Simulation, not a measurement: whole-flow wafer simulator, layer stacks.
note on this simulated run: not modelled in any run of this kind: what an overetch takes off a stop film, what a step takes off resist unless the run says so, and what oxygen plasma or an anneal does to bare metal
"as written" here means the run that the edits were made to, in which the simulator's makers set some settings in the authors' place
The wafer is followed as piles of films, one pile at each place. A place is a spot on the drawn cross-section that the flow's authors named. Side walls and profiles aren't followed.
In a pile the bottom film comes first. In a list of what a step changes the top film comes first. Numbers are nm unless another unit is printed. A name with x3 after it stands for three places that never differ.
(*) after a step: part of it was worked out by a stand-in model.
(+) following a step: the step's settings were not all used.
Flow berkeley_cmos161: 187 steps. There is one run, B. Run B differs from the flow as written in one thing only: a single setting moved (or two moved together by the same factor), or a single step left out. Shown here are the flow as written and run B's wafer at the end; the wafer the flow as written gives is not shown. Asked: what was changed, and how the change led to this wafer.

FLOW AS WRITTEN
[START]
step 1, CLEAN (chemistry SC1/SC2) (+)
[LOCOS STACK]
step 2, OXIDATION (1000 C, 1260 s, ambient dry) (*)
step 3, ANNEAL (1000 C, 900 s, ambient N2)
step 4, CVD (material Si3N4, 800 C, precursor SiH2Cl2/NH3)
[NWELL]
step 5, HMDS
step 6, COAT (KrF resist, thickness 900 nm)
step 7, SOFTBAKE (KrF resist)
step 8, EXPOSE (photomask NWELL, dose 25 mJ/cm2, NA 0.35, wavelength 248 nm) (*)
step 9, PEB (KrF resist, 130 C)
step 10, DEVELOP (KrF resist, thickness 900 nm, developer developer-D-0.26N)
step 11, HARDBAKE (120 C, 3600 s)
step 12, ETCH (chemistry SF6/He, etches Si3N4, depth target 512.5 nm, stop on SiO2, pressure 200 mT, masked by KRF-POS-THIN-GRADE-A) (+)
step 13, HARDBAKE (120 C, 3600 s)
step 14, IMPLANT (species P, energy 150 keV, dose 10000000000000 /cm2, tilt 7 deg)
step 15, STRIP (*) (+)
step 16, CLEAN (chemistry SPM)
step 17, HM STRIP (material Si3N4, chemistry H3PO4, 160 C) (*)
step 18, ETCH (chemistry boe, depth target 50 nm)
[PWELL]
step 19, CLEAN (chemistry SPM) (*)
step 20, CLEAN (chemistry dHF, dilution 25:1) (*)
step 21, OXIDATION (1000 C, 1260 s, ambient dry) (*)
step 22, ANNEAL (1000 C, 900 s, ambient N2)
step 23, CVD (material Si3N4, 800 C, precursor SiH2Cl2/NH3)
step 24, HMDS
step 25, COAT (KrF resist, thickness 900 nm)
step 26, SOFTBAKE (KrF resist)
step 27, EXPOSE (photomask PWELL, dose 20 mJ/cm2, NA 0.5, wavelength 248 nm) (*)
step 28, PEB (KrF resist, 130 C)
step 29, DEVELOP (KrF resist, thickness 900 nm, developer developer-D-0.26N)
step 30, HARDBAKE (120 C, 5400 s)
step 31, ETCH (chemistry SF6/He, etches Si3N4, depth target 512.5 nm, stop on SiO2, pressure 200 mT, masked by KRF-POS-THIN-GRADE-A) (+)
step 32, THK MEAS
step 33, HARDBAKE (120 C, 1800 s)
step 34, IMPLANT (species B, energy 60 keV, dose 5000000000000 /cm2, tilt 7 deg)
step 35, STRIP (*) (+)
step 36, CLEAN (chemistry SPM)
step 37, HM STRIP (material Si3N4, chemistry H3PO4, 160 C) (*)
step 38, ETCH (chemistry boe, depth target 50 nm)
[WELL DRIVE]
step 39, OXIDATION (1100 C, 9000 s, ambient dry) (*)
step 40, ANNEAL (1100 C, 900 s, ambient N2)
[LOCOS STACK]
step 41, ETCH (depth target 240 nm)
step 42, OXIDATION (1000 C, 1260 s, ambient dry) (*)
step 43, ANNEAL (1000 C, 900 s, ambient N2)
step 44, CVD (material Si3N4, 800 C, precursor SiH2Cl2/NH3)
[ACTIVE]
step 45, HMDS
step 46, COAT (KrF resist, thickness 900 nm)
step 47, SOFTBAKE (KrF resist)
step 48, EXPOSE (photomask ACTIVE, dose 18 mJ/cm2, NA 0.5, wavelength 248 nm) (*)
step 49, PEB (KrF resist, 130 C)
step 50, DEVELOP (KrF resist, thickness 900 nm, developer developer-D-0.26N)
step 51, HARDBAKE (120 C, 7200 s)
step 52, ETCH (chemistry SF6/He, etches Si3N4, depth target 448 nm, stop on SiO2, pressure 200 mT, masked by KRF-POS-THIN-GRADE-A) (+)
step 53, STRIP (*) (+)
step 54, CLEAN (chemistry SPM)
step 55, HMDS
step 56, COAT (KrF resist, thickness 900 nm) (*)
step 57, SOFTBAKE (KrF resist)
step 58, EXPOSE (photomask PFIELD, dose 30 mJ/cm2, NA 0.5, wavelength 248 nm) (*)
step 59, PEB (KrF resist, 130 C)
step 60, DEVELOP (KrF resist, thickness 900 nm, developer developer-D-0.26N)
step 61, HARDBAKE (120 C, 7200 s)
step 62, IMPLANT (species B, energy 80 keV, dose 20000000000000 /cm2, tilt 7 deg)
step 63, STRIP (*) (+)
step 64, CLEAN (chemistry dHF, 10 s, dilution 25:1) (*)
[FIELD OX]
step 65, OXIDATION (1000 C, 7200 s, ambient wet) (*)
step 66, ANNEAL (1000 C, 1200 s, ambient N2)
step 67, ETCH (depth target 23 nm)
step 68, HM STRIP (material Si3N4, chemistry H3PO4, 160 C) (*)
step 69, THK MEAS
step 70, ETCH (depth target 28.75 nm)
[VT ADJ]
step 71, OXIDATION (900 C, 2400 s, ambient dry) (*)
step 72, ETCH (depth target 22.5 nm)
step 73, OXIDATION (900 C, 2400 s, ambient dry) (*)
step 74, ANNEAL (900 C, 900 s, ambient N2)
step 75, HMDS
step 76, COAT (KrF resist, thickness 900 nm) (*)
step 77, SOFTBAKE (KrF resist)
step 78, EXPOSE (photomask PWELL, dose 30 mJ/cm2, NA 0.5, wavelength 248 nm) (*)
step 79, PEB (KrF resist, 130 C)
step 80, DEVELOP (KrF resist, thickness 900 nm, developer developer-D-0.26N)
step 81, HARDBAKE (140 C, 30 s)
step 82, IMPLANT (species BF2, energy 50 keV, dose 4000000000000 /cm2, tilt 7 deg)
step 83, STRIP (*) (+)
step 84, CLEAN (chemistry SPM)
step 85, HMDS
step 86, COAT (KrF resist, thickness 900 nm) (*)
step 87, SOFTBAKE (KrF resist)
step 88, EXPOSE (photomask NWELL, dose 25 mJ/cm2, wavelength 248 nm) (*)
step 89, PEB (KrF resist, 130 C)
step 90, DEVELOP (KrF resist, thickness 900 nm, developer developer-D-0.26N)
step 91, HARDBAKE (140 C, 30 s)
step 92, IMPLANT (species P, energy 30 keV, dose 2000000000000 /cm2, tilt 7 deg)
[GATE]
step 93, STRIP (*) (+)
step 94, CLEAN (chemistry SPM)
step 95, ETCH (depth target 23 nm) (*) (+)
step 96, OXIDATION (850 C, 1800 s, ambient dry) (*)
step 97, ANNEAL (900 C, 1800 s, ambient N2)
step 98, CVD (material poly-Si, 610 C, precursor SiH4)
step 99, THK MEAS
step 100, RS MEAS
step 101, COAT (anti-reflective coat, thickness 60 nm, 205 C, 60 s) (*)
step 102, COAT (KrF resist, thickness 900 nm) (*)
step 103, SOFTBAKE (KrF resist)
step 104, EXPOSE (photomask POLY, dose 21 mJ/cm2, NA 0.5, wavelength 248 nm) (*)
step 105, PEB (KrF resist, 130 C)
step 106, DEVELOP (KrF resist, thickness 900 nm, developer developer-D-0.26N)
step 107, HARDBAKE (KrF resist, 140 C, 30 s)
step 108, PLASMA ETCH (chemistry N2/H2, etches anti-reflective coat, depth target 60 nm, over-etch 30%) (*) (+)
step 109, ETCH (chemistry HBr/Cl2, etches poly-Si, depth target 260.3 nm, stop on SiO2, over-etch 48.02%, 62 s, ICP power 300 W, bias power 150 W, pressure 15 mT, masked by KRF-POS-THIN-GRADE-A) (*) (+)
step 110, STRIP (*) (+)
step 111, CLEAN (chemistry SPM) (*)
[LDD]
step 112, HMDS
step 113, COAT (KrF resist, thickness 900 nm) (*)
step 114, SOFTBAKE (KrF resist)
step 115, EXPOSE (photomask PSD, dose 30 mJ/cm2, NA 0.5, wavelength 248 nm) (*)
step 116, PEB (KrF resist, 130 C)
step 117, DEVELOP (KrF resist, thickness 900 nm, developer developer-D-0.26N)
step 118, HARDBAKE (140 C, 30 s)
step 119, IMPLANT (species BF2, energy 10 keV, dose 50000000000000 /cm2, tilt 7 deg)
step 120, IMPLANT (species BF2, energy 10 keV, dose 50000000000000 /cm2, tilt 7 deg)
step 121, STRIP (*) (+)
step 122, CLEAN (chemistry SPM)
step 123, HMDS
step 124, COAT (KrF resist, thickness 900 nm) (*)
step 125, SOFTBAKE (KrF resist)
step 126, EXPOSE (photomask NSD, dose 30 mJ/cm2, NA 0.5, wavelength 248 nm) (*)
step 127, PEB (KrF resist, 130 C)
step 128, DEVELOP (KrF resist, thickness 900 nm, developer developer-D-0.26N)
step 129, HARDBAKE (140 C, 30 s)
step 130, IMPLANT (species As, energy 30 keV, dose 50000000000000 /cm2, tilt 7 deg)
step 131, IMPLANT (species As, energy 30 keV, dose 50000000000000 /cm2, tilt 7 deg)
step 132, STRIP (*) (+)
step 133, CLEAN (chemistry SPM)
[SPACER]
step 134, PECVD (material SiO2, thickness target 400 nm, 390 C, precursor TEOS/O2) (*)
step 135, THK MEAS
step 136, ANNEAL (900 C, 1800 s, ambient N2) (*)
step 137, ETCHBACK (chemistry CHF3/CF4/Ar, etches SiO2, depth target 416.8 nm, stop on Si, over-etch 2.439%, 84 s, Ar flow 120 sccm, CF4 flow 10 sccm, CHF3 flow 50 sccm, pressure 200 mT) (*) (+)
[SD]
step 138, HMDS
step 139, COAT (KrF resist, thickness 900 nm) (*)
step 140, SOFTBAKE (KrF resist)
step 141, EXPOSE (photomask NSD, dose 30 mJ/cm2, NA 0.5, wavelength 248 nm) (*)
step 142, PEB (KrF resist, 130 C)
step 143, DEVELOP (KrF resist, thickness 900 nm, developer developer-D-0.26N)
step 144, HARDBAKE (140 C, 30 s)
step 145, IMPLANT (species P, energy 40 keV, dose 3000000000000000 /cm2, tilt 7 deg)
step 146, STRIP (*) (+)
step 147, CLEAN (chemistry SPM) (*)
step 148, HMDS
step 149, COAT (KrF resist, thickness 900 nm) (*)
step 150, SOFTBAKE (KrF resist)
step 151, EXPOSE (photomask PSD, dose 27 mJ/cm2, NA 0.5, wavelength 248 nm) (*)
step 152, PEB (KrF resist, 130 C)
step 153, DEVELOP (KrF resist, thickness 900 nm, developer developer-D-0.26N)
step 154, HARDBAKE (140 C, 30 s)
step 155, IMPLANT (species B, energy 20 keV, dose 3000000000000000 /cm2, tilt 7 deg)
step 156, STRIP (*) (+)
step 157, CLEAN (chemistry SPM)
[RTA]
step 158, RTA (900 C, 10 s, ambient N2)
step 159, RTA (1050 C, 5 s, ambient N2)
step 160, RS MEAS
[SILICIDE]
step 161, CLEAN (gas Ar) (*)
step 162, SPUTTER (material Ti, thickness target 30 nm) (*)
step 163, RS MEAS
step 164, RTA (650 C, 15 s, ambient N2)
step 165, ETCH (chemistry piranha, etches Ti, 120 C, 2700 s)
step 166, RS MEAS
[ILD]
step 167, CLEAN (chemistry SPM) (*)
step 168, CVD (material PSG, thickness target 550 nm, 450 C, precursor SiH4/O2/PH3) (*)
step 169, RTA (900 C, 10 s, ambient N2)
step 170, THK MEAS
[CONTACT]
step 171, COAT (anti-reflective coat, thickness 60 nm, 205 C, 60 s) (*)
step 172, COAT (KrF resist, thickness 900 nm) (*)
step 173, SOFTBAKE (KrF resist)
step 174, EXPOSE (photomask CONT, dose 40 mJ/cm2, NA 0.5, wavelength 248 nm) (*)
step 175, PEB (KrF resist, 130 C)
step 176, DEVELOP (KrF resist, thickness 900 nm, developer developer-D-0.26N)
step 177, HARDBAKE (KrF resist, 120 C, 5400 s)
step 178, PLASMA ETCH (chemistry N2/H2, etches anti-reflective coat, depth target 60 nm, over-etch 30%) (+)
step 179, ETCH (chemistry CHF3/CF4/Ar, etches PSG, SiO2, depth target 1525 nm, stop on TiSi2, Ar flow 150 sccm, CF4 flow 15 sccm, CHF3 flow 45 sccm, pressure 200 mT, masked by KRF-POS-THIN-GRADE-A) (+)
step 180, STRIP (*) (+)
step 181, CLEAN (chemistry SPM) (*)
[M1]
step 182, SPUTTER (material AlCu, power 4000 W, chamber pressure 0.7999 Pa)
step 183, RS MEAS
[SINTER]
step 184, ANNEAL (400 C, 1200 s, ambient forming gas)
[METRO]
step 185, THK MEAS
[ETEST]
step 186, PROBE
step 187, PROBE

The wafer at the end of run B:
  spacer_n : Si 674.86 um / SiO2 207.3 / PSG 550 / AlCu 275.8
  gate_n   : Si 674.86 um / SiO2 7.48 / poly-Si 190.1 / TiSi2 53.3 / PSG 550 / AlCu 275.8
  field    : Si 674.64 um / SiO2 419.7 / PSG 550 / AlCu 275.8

Cause: step 70, ETCH: depth target 17.36 nm was run, whereas the flow has depth target 28.75 nm.

How this came from the change, step by step:
  step 70, ETCH (depth target 28.75 nm)
      spacer_n, gate_n, spacer_p, gate_p, contact, m1: -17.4 SiO2 (in the flow as written it would be: -24.8 SiO2 (all of it))
      sd_n, sd_p: -17.4 SiO2 (in the flow as written it would be: -25 SiO2 (all of it))
      (and at 1 other place as well)
  step 71, OXIDATION (900 C, 2400 s, ambient dry) (*)
      spacer_n, gate_n, spacer_p, gate_p, contact, m1: +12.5 SiO2, -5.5 Si (in the flow as written it would be: +14.9 SiO2 (new film), -6.57 Si)
      sd_n, sd_p: +12.4 SiO2, -5.48 Si (in the flow as written it would be: +14.9 SiO2 (new film), -6.57 Si)
  step 72, ETCH (depth target 22.5 nm)
      spacer_n, gate_n, spacer_p, gate_p, contact, m1: -19.9 SiO2 (all of it) (in the flow as written it would be: -14.9 SiO2 (all of it))
      sd_n, sd_p: -20.1 SiO2 (all of it) (in the flow as written it would be: -14.9 SiO2 (all of it))
  step 101, COAT (anti-reflective coat, thickness 60 nm, 205 C, 60 s) (*)
      sd_n: +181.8 anti-reflective coat (new film) (in the flow as written it would be: +173.5 anti-reflective coat (new film))
      spacer_n: +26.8 anti-reflective coat (new film) (in the flow as written it would be: +28.7 anti-reflective coat (new film))
      (and at 4 other places as well)
  step 108, PLASMA ETCH (chemistry N2/H2, etches anti-reflective coat, depth target 60 nm, over-etch 30%) (*) (+)
      sd_n: -181.8 anti-reflective coat (all of it), -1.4 poly-Si (in the flow as written it would be: -173.5 anti-reflective coat (all of it), -1.33 poly-Si)
      spacer_n: -26.8 anti-reflective coat (all of it), -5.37 poly-Si (in the flow as written it would be: -28.7 anti-reflective coat (all of it), -5.05 poly-Si)
      (and at 2 other places as well)
  step 110, STRIP (*) (+)
      gate_n: +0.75 chemical SiO2 (new film), -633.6 KrF resist (all of it), -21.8 anti-reflective coat (all of it), -0.33 poly-Si (in the flow as written it would be: +0.75 chemical SiO2 (new film), -626.8 KrF resist (all of it), -23.7 anti-reflective coat (all of it), -0.33 poly-Si)
      gate_p: +0.75 chemical SiO2 (new film), -602.2 KrF resist (all of it), -26.9 anti-reflective coat (all of it), -0.33 poly-Si (in the flow as written it would be: +0.75 chemical SiO2 (new film), -598.2 KrF resist (all of it), -27.9 anti-reflective coat (all of it), -0.33 poly-Si)
  step 171, COAT (anti-reflective coat, thickness 60 nm, 205 C, 60 s) (*)
      sd_n: +158.2 anti-reflective coat (new film) (in the flow as written it would be: +149.7 anti-reflective coat (new film))
      m1: +100.3 anti-reflective coat (new film) (in the flow as written it would be: +97.8 anti-reflective coat (new film))
  step 180, STRIP (*) (+)
      sd_n: -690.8 KrF resist (all of it), -158.2 anti-reflective coat (all of it) (in the flow as written it would be: -692.5 KrF resist (all of it), -149.7 anti-reflective coat (all of it))
      m1: -743.8 KrF resist (all of it), -100.3 anti-reflective coat (all of it) (in the flow as written it would be: -739.9 KrF resist (all of it), -97.8 anti-reflective coat (all of it))
